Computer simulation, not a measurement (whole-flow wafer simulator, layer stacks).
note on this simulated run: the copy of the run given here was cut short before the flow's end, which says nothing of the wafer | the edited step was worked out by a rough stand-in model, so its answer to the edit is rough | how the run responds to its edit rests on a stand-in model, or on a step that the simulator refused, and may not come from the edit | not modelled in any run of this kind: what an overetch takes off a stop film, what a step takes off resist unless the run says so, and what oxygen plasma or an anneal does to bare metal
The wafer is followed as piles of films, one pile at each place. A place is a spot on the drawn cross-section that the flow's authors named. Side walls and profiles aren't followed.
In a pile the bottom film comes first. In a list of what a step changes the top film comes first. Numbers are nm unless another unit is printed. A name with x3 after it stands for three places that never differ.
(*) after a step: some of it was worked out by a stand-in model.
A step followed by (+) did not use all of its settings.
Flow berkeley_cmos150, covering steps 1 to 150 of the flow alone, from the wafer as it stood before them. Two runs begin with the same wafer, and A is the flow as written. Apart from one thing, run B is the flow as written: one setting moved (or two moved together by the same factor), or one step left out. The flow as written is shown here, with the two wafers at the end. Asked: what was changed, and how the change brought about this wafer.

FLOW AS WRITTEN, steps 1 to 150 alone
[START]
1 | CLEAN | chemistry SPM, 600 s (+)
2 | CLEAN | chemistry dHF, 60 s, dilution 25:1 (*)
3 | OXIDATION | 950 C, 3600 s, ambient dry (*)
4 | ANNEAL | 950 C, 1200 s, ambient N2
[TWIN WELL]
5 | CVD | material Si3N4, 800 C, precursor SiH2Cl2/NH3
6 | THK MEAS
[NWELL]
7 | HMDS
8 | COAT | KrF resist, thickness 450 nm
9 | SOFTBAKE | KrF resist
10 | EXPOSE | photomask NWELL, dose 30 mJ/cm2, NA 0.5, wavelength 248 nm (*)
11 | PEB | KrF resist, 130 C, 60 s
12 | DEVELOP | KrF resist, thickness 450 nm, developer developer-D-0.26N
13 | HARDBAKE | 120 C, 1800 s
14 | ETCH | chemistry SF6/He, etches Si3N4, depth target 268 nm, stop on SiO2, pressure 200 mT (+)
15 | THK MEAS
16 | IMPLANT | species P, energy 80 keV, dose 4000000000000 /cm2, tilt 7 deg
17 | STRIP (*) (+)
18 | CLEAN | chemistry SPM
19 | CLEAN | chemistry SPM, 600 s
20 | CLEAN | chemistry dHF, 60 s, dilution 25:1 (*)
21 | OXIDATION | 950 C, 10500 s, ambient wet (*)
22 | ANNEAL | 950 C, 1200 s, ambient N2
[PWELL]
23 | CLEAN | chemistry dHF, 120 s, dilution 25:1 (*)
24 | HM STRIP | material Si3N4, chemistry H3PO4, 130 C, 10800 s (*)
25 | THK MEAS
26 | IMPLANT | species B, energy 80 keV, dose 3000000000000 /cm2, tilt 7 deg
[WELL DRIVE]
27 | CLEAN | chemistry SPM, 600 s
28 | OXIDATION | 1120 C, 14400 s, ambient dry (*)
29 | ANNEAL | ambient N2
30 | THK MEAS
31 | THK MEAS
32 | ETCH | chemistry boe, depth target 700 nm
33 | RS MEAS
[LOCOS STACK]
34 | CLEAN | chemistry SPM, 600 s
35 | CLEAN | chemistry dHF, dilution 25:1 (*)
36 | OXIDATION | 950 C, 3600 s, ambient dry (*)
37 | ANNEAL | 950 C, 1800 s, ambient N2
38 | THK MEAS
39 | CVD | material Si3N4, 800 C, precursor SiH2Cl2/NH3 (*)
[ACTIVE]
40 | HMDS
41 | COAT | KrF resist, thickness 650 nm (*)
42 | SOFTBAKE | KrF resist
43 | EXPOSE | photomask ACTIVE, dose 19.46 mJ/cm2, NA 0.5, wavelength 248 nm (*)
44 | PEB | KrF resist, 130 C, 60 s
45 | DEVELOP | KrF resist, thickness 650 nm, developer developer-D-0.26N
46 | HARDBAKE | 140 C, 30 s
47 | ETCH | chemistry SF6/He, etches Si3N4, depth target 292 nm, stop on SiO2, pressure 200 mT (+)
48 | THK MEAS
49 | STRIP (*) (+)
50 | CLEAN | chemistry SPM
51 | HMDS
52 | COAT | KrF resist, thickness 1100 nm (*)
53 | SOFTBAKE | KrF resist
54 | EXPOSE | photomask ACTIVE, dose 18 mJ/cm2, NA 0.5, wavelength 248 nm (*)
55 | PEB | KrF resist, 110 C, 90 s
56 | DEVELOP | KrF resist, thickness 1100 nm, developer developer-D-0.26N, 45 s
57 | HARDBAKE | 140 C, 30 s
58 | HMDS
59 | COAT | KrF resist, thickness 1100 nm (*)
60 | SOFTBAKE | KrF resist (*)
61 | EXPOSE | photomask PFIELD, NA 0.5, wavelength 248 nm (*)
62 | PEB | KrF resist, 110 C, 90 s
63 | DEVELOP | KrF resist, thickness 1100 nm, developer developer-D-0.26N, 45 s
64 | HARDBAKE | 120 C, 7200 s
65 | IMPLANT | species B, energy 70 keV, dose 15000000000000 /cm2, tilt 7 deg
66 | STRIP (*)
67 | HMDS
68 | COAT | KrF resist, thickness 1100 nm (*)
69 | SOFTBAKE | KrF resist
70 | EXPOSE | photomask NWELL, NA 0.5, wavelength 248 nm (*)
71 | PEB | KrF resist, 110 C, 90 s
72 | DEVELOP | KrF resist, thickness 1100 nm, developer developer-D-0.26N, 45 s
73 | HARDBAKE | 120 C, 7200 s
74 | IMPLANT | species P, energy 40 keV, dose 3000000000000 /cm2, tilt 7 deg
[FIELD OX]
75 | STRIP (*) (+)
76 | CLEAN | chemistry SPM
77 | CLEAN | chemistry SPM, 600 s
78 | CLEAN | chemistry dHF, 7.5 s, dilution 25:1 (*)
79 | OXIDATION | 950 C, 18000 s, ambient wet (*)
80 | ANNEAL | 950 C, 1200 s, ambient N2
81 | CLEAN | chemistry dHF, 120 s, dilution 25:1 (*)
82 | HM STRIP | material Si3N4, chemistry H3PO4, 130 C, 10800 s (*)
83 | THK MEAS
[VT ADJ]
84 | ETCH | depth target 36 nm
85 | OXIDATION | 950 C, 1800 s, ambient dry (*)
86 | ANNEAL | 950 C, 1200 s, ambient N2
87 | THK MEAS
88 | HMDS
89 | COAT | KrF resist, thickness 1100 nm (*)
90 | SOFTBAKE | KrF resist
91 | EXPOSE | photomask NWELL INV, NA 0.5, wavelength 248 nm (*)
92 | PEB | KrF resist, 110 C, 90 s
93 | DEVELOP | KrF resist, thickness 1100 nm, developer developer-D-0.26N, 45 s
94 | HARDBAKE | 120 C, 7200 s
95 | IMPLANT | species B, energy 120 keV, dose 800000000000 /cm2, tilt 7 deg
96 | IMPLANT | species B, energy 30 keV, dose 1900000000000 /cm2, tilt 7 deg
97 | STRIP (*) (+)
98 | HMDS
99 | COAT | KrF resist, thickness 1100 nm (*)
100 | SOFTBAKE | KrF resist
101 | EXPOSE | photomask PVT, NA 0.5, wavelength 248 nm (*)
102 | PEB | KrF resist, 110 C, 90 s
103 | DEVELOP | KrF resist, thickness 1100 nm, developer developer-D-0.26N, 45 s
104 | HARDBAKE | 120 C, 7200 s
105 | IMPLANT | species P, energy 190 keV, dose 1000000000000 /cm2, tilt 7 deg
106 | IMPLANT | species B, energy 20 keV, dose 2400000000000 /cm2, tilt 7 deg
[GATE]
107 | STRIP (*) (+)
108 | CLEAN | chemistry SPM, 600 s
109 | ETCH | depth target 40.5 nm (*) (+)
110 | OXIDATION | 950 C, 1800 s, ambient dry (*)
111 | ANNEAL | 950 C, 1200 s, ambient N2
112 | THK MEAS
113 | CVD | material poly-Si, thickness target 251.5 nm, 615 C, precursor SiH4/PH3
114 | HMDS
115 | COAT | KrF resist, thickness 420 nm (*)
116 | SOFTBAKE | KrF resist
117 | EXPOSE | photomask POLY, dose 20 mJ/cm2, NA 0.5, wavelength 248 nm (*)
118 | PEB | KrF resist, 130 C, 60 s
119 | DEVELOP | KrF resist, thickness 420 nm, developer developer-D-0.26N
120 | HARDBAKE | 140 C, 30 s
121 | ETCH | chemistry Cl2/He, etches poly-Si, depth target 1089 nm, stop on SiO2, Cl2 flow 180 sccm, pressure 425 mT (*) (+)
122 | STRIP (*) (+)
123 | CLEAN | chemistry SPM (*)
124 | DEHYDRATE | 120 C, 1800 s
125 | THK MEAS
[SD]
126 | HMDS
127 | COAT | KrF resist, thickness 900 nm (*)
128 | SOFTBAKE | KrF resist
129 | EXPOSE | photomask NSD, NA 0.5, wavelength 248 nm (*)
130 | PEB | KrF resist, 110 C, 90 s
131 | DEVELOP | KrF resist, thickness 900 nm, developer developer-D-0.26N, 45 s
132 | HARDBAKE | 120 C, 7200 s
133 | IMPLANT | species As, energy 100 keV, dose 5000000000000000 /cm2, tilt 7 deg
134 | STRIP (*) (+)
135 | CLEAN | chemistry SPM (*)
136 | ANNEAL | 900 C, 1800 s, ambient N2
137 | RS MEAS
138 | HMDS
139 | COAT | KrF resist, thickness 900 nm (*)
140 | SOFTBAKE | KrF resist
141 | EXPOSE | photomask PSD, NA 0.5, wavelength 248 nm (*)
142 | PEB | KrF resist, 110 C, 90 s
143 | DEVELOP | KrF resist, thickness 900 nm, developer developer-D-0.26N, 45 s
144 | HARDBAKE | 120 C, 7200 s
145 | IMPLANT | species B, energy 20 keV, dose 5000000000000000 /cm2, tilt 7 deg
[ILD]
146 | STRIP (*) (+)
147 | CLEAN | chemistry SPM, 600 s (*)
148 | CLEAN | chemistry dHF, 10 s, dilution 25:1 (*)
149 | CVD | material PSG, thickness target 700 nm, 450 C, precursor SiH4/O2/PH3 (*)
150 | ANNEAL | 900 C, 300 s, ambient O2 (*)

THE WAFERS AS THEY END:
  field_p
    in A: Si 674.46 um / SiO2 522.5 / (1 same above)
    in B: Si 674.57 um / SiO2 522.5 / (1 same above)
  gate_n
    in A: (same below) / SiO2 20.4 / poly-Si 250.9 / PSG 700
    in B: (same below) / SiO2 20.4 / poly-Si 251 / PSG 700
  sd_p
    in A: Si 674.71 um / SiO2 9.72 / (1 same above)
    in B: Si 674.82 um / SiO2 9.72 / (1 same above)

The reason: step 21, OXIDATION: 808 C was run, while the flow as written has 950 C.

How this came from the change, step by step:
  21 | OXIDATION | 950 C, 10500 s, ambient wet (*)
      field, sd_n, gate_n, contact, m1: A +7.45 SiO2 (new film), -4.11 Si3N4 | B +0.48 SiO2 (new film), -0.27 Si3N4, +0.14 SiO2, -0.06 Si
      field_p, sd_p, gate_p: A +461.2 SiO2, -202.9 Si | B +70.9 SiO2, -31.2 Si
  23 | CLEAN | chemistry dHF, 120 s, dilution 25:1 (*)
      field, sd_n, gate_n, contact, m1: A -7.45 SiO2 (all of it), -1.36 Si3N4 | B -0.48 SiO2 (all of it), -1.97 Si3N4
  24 | HM STRIP | material Si3N4, chemistry H3PO4, 130 C, 10800 s (*)
      field, sd_n, gate_n, contact, m1: A -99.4 Si3N4 (all of it), -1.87 SiO2 | B -102.6 Si3N4 (all of it), -1.85 SiO2
  28 | OXIDATION | 1120 C, 14400 s, ambient dry (*)
      field_p, sd_p, gate_p: A +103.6 SiO2, -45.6 Si | B +238 SiO2, -104.7 Si
  32 | ETCH | chemistry boe, depth target 700 nm
      field_p, sd_p, gate_p: A -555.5 SiO2 (all of it) | B -299.6 SiO2 (all of it)
  41 | COAT | KrF resist, thickness 650 nm (*)
      field_p: A +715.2 KrF resist (new film) | B +660.2 KrF resist (new film)
      sd_n: A +633.7 KrF resist (new film) | B +647.3 KrF resist (new film)
      (and at 2 other places as well)
  45 | DEVELOP | KrF resist, thickness 650 nm, developer developer-D-0.26N
      field_p: A -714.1 KrF resist (all of it) | B -659.2 KrF resist (all of it)
  46 | HARDBAKE | 140 C, 30 s
      sd_n: A -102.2 KrF resist | B -104.4 KrF resist
      sd_p: A -112.2 KrF resist | B -106.1 KrF resist
      (and at 1 other place as well)
  49 | STRIP (*) (+)
      sd_n: A -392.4 KrF resist (all of it) | B -403.7 KrF resist (all of it)
      sd_p: A -442.9 KrF resist (all of it) | B -411.9 KrF resist (all of it)
      (and at 1 other place as well)
  52 | COAT | KrF resist, thickness 1100 nm (*)
      field: A +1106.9 KrF resist (new film) | B +1131.7 KrF resist (new film)
      field_p: A +1219.5 KrF resist (new film) | B +1149.7 KrF resist (new film)
      (and at 2 other places as well)
  55 | PEB | KrF resist, 110 C, 90 s
      field_p: A -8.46 KrF resist | B -7.96 KrF resist
  56 | DEVELOP | KrF resist, thickness 1100 nm, developer developer-D-0.26N, 45 s
      field: A -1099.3 KrF resist (all of it) | B -1123.9 KrF resist (all of it)
      field_p: A -1211 KrF resist (all of it) | B -1141.7 KrF resist (all of it)
  57 | HARDBAKE | 140 C, 30 s
      sd_p: A -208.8 KrF resist | B -198.2 KrF resist
      gate_p: A -209.5 KrF resist | B -199.3 KrF resist
  59 | COAT | KrF resist, thickness 1100 nm (*)
      field_p: A +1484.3 KrF resist (new film) | B +1408.2 KrF resist (new film)
      sd_p: A +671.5 KrF resist | B +647.1 KrF resist
      (and at 1 other place as well)
  62 | PEB | KrF resist, 110 C, 90 s
      field_p: A -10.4 KrF resist | B -9.81 KrF resist
  64 | HARDBAKE | 120 C, 7200 s
      field_p: A -24.4 KrF resist | B -23 KrF resist
  ... another 23 steps ...
  146 | STRIP (*) (+)
      field: A -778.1 KrF resist (all of it) | B -800.3 KrF resist (all of it)
      field_p: A -882.7 KrF resist (all of it) | B -819 KrF resist (all of it)
